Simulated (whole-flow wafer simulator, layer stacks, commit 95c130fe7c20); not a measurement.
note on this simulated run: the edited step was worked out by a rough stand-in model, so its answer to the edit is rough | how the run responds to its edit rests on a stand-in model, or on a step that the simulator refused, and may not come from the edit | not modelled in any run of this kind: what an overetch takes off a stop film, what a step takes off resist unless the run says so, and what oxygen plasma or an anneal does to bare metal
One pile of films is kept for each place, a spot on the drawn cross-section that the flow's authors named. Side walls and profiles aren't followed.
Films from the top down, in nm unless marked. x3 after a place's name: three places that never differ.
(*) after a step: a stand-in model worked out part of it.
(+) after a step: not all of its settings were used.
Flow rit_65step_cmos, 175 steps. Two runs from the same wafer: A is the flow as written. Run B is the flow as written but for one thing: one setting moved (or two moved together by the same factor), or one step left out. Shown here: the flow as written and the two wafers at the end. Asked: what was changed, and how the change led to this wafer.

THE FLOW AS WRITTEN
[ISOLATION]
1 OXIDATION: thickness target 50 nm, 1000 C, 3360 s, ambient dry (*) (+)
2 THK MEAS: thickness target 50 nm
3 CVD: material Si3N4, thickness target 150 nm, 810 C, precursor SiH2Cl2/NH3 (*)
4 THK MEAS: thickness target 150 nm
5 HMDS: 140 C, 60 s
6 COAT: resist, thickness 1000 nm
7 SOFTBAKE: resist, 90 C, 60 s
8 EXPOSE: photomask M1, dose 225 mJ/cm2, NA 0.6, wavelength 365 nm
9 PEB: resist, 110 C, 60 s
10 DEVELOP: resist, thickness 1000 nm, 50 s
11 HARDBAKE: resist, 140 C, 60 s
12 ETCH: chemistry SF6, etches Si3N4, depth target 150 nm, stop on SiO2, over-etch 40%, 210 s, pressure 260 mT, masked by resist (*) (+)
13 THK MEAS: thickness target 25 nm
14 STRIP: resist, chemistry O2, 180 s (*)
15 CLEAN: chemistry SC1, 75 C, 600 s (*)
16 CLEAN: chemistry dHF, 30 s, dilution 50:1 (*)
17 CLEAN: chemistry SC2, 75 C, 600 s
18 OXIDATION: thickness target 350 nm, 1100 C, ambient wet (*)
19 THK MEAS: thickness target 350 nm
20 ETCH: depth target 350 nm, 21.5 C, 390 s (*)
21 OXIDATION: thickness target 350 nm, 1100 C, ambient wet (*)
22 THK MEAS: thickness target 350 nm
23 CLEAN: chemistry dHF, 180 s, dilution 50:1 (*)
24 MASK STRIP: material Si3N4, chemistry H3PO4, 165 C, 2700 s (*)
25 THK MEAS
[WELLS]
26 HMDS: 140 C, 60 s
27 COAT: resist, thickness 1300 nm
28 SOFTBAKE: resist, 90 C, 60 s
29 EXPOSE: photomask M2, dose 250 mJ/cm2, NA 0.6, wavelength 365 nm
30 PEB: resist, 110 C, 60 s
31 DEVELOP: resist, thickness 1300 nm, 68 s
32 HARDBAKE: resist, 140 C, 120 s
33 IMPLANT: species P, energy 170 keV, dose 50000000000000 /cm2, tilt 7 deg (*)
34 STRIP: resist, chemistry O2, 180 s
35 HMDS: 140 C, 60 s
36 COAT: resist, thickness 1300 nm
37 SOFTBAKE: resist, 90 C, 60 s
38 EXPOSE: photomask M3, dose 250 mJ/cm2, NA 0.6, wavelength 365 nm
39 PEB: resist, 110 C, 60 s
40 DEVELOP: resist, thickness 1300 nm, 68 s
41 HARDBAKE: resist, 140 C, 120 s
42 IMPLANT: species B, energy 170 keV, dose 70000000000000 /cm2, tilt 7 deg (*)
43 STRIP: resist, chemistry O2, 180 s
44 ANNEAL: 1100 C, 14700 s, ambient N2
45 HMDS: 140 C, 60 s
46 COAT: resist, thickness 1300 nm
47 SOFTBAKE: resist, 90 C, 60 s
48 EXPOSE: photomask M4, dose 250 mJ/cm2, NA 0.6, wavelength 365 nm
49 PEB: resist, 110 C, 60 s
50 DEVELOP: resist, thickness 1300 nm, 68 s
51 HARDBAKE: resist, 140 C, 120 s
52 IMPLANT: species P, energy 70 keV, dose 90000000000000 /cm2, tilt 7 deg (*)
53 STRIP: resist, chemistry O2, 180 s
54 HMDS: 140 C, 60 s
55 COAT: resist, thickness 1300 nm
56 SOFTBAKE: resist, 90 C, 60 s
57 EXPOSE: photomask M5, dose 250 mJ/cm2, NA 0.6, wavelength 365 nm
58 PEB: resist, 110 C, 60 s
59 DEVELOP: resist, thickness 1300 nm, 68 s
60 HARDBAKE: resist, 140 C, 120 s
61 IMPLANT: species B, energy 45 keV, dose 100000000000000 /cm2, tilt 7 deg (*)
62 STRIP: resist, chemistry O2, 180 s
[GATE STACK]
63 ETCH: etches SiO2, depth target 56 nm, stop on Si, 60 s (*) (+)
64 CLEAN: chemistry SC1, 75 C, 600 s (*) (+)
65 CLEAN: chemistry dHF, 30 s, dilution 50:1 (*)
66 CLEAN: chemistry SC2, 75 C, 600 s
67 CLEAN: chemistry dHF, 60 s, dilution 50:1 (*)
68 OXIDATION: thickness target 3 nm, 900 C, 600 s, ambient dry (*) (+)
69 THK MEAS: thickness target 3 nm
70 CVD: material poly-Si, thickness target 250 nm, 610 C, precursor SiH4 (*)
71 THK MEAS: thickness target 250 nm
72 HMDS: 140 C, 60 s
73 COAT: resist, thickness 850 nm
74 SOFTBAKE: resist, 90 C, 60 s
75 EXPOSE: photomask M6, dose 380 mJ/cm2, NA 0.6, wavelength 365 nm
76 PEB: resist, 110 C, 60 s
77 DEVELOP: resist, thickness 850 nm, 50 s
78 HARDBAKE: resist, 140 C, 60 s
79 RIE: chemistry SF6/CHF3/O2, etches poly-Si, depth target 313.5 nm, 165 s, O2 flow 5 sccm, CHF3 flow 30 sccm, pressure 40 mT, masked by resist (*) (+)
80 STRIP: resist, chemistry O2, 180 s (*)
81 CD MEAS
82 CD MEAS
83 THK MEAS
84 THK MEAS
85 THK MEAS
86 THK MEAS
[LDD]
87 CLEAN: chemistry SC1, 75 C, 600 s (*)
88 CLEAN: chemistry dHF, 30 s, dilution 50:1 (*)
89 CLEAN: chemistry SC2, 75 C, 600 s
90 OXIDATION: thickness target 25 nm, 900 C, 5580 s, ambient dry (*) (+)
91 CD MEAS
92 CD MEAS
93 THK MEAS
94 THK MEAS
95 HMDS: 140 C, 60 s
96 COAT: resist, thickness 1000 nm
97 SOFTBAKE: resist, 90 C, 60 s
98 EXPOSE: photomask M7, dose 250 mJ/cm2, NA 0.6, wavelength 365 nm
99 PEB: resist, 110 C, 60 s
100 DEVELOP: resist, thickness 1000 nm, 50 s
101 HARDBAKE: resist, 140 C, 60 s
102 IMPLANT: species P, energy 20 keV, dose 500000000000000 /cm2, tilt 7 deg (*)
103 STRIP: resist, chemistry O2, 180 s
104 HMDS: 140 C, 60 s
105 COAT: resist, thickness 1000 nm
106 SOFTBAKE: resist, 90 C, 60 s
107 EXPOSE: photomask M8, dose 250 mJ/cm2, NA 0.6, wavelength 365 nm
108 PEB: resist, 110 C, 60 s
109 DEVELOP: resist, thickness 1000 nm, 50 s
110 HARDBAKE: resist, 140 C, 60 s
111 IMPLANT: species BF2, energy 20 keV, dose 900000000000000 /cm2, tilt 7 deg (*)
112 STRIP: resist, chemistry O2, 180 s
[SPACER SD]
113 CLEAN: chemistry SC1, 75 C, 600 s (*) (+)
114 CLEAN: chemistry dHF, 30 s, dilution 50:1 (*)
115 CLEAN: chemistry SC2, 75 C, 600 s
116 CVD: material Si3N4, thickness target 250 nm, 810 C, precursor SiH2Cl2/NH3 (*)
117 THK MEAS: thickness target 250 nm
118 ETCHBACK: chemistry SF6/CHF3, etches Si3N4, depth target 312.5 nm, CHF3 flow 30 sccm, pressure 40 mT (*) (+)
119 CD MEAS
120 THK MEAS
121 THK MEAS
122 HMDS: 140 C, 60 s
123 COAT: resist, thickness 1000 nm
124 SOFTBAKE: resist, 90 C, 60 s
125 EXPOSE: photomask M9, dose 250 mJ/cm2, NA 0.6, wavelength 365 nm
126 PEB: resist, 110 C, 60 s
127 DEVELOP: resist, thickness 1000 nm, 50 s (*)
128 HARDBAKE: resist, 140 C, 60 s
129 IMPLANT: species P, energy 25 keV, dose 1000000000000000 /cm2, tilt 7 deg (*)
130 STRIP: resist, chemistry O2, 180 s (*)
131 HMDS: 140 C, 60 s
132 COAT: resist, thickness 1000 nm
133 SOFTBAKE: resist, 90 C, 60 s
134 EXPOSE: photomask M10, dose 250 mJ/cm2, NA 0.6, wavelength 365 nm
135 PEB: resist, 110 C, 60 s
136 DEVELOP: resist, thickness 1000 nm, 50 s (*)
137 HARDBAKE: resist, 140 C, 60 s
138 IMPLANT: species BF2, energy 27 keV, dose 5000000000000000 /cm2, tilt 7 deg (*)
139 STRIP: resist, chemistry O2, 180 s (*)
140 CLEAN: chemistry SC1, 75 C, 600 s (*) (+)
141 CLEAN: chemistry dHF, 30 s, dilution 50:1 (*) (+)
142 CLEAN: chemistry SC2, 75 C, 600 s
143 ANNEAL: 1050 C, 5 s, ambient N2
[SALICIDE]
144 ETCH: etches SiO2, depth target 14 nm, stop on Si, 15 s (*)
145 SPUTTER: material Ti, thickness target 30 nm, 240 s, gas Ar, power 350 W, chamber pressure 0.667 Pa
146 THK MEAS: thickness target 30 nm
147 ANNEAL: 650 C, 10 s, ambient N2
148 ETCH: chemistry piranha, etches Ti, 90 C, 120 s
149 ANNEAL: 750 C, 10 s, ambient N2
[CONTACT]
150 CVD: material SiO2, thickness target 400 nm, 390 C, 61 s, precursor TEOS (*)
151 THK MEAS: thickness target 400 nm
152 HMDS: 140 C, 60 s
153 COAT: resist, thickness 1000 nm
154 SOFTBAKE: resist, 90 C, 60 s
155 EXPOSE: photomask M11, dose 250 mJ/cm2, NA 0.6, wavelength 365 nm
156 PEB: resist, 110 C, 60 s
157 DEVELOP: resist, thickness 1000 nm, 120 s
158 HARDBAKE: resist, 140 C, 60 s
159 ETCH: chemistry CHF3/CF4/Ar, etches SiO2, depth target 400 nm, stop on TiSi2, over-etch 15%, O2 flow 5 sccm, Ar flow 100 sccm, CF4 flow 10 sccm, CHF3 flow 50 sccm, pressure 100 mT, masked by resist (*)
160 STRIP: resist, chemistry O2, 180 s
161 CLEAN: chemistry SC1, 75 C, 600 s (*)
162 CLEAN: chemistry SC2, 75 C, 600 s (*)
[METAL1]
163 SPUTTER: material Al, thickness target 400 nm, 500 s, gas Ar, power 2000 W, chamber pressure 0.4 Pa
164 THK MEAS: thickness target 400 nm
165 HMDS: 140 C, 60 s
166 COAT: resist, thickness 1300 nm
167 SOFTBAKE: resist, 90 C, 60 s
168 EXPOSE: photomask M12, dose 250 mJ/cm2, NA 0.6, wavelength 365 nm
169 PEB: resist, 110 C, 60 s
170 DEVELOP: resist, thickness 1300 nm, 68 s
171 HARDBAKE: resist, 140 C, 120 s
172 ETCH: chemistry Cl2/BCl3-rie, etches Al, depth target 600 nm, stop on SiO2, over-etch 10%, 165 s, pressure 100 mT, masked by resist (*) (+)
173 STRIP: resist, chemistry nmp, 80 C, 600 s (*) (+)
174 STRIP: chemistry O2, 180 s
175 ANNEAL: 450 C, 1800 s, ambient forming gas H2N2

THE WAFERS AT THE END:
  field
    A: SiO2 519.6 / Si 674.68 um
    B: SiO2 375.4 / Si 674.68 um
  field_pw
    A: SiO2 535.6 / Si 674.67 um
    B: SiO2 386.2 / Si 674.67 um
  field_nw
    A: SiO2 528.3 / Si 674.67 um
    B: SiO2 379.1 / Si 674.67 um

The cause: step 118, ETCHBACK: depth target 500 nm was run, where the flow has depth target 312.5 nm.

How the change led to this, step by step:
  118 ETCHBACK: chemistry SF6/CHF3, etches Si3N4, depth target 312.5 nm, CHF3 flow 30 sccm, pressure 40 mT (*) (+)
      field, field_pw, field_nw, field_p: A Si3N4 -250 (all of it), SiO2 -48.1 | B Si3N4 -250 (all of it), SiO2 -192.3
      spacer, spacer_p: A Si3N4 -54 | B Si3N4 -241.5
  123 COAT: resist, thickness 1000 nm
      field: A resist +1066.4 (new film) | B resist +1164.4 (new film)
      field_pw: A resist +1044.8 (new film) | B resist +1114.7 (new film)
      (and at 4 more places)
  126 PEB: resist, 110 C, 60 s
      field: A resist -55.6 | B resist -60.9
      field_pw: A resist -54.3 | B resist -58.2
      (and at 4 more places)
  127 DEVELOP: resist, thickness 1000 nm, 50 s (*)
      field: A resist -1010.9 (all of it) | B resist -1103.5 (all of it)
      spacer: A resist -772.3 (all of it) | B resist -912.5 (all of it)
  128 HARDBAKE: resist, 140 C, 60 s
      field_pw: A resist -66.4 | B resist -71.7
      field_nw: A resist -67.1 | B resist -72.1
      (and at 2 more places)
  130 STRIP: resist, chemistry O2, 180 s (*)
      field_pw: A resist -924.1 (all of it) | B resist -984.8 (all of it)
      field_nw: A resist -928.7 (all of it) | B resist -989.8 (all of it)
      (and at 2 more places)
  132 COAT: resist, thickness 1000 nm
      field: A resist +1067 (new film) | B resist +1165 (new film)
      field_pw: A resist +1045.2 (new film) | B resist +1115.2 (new film)
      (and at 4 more places)
  135 PEB: resist, 110 C, 60 s
      field: A resist -55.6 | B resist -61
      field_pw: A resist -54.3 | B resist -58.2
      (and at 4 more places)
  136 DEVELOP: resist, thickness 1000 nm, 50 s (*)
      field_p: A resist -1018 (all of it) | B resist -1110 (all of it)
      spacer_p: A resist -773.3 (all of it) | B resist -913.6 (all of it)
  137 HARDBAKE: resist, 140 C, 60 s
      field: A resist -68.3 | B resist -75.3
      field_pw: A resist -66.4 | B resist -71.7
      (and at 2 more places)
  139 STRIP: resist, chemistry O2, 180 s (*)
      field: A resist -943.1 (all of it) | B resist -1028.8 (all of it)
      field_pw: A resist -924.5 (all of it) | B resist -985.2 (all of it)
      (and at 2 more places)
  153 COAT: resist, thickness 1000 nm
      field: A resist +1093.2 (new film) | B resist +1202.7 (new film)
      field_pw: A resist +1057.8 (new film) | B resist +1133.9 (new film)
      (and at 4 more places)
  156 PEB: resist, 110 C, 60 s
      spacer, spacer_p: A resist -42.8 | B resist -50.1
      field: A resist -57 | B resist -63
      (and at 3 more places)
  158 HARDBAKE: resist, 140 C, 60 s
      field: A resist -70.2 | B resist -77.9
      field_pw: A resist -67.6 | B resist -73
      (and at 4 more places)
  160 STRIP: resist, chemistry O2, 180 s
      field: A resist -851 (all of it) | B resist -946.7 (all of it)
      field_pw: A resist -820.1 (all of it) | B resist -886.6 (all of it)
      (and at 4 more places)
  166 COAT: resist, thickness 1300 nm
      field: A resist +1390 (new film) | B resist +1505.3 (new film)
      field_pw: A resist +1356.8 (new film) | B resist +1439.9 (new film)
      (and at 4 more places)
  ... 1 more step ...
  170 DEVELOP: resist, thickness 1300 nm, 68 s
      field: A resist -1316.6 (all of it) | B resist -1425.5 (all of it)
      field_pw: A resist -1285.5 (all of it) | B resist -1363.8 (all of it)
      (and at 4 more places)
